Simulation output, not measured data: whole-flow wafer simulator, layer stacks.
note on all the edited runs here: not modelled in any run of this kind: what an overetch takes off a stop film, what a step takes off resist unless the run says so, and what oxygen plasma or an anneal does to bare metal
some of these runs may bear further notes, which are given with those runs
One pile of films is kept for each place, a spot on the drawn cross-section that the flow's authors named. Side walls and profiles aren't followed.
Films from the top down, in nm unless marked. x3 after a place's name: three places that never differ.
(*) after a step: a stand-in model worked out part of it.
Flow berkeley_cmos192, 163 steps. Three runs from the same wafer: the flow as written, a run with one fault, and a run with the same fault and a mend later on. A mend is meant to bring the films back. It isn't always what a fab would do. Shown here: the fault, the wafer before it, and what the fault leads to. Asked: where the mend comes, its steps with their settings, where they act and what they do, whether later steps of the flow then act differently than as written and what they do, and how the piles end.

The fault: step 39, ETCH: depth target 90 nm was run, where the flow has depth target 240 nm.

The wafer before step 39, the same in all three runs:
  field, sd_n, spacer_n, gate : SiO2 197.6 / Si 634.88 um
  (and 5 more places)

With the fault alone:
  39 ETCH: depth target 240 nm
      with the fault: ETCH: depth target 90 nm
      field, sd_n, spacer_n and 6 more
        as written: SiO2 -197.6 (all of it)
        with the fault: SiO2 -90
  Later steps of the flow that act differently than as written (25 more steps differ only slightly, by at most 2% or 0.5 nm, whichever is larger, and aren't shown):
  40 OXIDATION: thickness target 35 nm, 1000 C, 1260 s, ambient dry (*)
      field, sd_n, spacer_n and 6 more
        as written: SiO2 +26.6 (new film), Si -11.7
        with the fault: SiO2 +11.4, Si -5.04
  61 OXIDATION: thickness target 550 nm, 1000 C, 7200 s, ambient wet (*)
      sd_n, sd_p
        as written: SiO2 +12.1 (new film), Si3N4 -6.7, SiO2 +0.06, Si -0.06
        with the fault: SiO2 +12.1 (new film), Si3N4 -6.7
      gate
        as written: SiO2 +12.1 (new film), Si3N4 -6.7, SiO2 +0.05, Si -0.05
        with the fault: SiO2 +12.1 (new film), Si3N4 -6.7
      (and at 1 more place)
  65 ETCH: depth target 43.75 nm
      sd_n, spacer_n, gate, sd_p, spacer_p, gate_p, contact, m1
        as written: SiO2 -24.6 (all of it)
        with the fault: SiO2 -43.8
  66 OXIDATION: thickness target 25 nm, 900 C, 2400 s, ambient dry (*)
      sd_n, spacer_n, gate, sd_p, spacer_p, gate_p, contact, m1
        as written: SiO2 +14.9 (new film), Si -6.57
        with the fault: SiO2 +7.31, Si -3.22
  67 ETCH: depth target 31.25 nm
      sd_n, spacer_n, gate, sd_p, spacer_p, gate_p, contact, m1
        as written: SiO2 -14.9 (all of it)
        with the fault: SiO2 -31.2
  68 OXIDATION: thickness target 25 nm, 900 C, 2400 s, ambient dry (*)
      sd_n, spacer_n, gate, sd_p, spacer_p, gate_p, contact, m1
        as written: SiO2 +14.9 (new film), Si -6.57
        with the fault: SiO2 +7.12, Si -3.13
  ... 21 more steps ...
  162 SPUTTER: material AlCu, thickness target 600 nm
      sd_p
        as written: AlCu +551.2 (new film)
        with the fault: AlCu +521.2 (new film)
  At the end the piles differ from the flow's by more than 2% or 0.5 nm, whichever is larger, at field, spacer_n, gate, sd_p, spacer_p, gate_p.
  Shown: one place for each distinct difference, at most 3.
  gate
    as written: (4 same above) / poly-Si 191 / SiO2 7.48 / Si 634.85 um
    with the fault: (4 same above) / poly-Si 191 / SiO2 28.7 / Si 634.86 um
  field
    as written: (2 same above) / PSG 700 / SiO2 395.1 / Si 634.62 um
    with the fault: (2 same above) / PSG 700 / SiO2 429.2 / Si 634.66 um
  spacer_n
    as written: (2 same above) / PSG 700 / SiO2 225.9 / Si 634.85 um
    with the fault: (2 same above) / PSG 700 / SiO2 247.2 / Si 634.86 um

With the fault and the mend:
  The mend comes after step 39.
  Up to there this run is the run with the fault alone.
  39a ETCH: depth target 150 nm (the flow's step 39 once more, with other settings)
      field, sd_n, spacer_n and 6 more
        SiO2 -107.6 (all of it)
  No later step of the flow acts differently than as written at any place that is followed.
  At the end the piles are the same as the flow's at every place that both follow.
